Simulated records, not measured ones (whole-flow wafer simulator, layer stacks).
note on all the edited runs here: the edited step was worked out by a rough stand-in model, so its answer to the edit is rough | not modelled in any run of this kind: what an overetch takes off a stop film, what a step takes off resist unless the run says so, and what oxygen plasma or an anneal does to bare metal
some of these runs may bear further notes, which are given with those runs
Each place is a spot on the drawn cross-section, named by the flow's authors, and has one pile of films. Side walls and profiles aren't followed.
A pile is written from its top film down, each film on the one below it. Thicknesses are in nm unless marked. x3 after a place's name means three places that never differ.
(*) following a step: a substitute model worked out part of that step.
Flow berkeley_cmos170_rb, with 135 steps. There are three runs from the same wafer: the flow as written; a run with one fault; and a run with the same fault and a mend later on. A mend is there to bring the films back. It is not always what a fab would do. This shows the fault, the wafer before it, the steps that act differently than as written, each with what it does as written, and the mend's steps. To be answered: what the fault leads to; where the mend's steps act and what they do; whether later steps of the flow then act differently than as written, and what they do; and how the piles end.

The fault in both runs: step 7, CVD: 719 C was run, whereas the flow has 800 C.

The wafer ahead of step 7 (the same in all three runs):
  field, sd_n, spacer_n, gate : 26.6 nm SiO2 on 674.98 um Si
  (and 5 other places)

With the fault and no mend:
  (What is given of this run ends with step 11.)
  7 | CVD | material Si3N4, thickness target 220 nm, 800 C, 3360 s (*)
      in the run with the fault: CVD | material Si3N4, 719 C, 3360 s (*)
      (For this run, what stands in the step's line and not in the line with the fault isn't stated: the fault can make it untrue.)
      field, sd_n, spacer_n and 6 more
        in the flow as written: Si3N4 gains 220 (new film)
        in the run with the fault: Si3N4 gains 54.1 (new film)
  Later steps of the flow up to step 11 that are run all act as written at every place that is followed.
  The piles after step 11 differ from the flow's at field, sd_n, spacer_n and 6 more by more than 2% or 0.5 nm, whichever is larger.
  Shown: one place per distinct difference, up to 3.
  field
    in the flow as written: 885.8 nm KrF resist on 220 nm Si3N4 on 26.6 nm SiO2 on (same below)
    in the run with the fault: 885.8 nm KrF resist on 54.1 nm Si3N4 on 26.6 nm SiO2 on (same below)
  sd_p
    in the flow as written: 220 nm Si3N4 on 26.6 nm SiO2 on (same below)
    in the run with the fault: 54.1 nm Si3N4 on 26.6 nm SiO2 on (same below)

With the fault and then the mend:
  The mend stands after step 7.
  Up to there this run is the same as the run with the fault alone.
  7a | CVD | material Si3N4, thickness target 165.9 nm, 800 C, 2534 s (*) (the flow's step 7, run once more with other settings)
      field, sd_n, spacer_n and 6 more
        Si3N4 gains 165.9
  Later steps of the flow that are run all act as written at every place that is followed.
  By the end, the piles equal the flow's at every place that both follow.
